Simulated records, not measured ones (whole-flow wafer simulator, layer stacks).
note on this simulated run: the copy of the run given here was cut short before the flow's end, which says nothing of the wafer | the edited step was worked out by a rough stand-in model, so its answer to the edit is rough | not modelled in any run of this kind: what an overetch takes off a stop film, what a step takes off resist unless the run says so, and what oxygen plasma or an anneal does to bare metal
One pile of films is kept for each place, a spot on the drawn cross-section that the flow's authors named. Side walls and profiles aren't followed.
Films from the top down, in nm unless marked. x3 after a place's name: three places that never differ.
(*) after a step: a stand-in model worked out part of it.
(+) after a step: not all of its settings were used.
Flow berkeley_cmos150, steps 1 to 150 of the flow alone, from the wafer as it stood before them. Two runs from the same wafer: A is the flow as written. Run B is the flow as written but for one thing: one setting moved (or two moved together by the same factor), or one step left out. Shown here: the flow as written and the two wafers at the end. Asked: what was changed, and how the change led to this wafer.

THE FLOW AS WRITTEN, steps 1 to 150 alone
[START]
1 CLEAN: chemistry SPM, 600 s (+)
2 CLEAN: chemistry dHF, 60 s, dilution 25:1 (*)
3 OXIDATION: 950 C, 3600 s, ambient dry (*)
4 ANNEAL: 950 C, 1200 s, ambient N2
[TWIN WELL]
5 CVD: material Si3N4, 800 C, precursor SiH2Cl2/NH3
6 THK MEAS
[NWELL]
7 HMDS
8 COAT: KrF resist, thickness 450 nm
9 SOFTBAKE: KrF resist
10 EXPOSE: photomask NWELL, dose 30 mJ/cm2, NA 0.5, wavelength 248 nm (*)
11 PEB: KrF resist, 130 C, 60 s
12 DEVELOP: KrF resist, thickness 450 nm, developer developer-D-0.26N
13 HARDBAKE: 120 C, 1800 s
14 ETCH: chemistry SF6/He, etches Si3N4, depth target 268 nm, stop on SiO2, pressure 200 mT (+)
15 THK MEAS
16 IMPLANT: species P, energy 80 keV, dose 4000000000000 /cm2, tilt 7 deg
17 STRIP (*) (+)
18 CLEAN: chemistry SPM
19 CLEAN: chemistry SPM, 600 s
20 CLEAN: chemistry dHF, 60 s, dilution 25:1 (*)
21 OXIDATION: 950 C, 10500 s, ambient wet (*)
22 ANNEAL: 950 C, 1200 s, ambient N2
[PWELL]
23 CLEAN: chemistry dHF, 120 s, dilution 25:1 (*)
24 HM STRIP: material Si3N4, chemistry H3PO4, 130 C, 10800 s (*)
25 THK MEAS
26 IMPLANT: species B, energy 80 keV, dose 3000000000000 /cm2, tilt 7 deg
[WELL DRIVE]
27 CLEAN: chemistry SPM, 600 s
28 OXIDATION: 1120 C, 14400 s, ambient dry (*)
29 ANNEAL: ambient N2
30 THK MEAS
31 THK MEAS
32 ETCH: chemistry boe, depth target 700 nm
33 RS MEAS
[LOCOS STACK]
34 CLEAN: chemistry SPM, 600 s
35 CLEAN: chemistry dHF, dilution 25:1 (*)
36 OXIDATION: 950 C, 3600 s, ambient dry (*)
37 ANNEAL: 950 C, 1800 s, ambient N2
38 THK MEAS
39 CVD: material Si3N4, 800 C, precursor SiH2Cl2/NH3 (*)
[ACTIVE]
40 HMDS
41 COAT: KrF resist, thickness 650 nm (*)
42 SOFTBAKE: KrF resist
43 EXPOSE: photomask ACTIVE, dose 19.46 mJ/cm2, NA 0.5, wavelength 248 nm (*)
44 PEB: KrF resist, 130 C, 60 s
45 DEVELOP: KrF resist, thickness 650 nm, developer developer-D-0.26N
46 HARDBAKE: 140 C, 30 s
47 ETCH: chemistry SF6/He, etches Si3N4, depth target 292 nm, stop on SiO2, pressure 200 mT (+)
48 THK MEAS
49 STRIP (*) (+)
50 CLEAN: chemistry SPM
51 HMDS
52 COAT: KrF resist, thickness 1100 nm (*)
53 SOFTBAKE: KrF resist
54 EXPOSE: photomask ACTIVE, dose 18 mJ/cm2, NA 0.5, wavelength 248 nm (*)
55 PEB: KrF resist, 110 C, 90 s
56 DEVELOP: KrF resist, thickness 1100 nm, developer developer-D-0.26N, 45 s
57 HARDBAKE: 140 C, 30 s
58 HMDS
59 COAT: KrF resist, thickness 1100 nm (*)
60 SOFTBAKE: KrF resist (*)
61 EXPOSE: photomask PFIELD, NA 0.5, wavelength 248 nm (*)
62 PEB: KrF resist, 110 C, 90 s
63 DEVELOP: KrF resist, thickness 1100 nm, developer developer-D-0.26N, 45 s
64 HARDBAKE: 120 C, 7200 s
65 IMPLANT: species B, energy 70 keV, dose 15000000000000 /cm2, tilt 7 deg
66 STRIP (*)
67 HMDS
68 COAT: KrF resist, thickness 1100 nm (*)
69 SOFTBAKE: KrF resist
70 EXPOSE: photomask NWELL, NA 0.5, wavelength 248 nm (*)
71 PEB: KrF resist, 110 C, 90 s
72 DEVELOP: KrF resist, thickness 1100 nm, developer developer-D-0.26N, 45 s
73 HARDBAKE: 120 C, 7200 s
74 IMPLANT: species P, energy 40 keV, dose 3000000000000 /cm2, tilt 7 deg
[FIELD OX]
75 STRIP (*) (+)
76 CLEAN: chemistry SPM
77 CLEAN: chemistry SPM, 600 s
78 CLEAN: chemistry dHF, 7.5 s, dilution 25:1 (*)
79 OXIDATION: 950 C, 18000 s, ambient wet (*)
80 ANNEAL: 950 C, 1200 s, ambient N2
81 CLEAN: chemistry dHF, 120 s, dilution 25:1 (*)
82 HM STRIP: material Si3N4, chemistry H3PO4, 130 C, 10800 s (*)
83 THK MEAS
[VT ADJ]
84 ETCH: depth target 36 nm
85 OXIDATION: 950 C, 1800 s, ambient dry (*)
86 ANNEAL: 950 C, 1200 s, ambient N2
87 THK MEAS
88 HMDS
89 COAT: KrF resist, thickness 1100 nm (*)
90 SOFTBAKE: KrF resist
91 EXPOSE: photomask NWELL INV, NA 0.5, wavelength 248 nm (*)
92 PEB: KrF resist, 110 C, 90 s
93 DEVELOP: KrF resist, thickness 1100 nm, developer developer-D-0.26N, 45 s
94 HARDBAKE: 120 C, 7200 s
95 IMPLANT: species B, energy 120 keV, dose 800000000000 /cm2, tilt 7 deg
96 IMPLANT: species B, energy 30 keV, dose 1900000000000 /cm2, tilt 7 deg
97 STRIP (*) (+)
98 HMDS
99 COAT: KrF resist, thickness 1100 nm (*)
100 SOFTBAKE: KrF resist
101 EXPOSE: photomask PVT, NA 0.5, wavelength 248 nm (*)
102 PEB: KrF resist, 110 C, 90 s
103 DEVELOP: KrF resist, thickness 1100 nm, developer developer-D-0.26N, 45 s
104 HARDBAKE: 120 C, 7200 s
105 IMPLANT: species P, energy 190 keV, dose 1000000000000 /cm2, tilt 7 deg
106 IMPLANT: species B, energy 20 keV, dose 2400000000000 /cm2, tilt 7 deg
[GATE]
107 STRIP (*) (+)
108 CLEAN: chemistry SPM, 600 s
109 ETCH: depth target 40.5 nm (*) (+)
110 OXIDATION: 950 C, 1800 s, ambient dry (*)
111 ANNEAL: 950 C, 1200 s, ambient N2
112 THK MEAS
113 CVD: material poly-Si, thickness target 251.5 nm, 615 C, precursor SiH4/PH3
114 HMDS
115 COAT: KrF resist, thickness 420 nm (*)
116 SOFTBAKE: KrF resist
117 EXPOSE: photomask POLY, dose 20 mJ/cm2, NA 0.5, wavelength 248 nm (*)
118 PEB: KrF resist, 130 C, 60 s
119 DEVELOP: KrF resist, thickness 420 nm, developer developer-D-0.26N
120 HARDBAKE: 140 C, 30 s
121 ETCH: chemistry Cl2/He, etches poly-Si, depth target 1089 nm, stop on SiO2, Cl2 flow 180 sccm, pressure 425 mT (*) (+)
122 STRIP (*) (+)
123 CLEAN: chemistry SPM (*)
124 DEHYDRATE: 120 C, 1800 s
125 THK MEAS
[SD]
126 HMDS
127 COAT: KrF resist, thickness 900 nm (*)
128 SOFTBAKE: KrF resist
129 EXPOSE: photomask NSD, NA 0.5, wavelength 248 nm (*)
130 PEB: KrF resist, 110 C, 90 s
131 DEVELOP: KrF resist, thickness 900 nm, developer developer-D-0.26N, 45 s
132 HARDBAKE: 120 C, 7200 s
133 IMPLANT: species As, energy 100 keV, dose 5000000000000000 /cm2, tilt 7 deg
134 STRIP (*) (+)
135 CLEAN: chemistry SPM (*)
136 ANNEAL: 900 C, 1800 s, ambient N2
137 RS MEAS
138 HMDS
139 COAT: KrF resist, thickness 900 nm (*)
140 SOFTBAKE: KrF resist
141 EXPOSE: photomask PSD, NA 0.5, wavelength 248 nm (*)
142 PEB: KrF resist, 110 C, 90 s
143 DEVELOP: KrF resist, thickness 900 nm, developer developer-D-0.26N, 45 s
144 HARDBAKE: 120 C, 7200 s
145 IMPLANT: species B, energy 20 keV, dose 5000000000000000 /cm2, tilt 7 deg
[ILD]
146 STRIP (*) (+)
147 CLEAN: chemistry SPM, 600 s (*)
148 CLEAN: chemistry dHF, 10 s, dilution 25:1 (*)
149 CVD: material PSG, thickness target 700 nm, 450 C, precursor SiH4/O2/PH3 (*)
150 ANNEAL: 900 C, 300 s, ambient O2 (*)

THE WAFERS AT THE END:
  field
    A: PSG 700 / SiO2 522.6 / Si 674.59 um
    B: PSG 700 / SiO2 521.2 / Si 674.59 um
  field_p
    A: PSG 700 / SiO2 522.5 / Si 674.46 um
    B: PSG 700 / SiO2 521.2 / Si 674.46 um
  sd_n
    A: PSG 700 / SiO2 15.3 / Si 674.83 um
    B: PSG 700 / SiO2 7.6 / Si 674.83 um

The cause: step 110, OXIDATION: 902 C was run, where the flow has 950 C.

How the change led to this, step by step:
  110 OXIDATION: 950 C, 1800 s, ambient dry (*)
      sd_n, gate_n, sd_p, gate_p, contact, m1: A SiO2 +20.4 (new film), Si -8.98 | B SiO2 +12.7 (new film), Si -5.59
      field, field_p: A SiO2 +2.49, Si -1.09 | B SiO2 +1.17, Si -0.51
